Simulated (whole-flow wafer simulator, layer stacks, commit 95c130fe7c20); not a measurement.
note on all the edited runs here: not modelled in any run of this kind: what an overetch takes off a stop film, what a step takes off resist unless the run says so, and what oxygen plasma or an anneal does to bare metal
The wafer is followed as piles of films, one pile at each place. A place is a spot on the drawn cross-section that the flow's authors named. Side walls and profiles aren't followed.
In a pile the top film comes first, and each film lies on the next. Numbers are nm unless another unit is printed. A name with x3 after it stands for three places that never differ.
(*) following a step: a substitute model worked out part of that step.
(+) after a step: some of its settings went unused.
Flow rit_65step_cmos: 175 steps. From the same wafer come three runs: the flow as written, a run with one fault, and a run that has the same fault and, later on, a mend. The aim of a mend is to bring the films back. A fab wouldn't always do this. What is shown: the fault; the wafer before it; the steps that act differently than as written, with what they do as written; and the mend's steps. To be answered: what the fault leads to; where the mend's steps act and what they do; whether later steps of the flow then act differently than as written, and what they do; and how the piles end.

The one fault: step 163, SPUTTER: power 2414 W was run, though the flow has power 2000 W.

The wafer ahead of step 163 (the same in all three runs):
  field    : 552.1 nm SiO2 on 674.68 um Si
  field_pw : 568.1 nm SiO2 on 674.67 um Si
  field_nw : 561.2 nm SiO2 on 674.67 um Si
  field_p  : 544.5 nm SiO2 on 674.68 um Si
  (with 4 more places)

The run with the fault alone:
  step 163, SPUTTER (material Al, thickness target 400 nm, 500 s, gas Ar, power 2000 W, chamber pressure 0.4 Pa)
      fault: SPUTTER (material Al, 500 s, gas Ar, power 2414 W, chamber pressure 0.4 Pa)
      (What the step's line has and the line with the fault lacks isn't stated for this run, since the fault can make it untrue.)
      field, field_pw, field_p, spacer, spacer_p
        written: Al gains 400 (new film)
        fault: Al gains 482.8 (new film)
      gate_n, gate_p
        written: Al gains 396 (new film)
        fault: Al gains 473 (new film)
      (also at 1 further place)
  Steps further on in the flow that do not act as written (not shown: 3 more steps that differ only slightly, by at most 2% or 0.5 nm, whichever is larger):
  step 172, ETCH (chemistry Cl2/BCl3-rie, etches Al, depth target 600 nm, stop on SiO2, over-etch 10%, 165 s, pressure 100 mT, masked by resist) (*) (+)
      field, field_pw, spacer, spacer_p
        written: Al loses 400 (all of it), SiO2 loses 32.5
        fault: Al loses 482.8 (all of it), SiO2 loses 22.1
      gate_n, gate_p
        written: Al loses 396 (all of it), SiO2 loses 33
        fault: Al loses 473 (all of it), SiO2 loses 23.4
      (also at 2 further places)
  By the end, the piles at gate_n, gate_p, spacer, spacer_p depart from the flow's by more than 2% or 0.5 nm, whichever is larger.
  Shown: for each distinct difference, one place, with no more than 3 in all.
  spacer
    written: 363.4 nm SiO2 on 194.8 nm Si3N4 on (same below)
    fault: 373.8 nm SiO2 on 194.8 nm Si3N4 on (same below)
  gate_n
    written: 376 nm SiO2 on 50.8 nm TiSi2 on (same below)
    fault: 385.6 nm SiO2 on 50.8 nm TiSi2 on (same below)
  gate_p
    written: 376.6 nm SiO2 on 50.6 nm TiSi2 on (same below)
    fault: 386.2 nm SiO2 on 50.6 nm TiSi2 on (same below)

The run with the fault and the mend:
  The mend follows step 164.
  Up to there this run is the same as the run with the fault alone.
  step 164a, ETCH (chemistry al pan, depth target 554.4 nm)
      field, field_pw, field_nw, field_p, spacer, spacer_p
        Al loses 482.8 (all of it)
      gate_n, gate_p
        Al loses 473 (all of it)
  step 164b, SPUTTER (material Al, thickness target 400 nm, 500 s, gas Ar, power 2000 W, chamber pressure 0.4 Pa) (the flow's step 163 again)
      field, field_pw, field_p, spacer, spacer_p
        Al gains 400 (new film)
      gate_n, gate_p
        Al gains 396 (new film)
      field_nw
        Al gains 397.2 (new film)
  Later steps of the flow that are run all act as written at every place that is followed.
  By the end, the piles equal the flow's at every place that both follow.
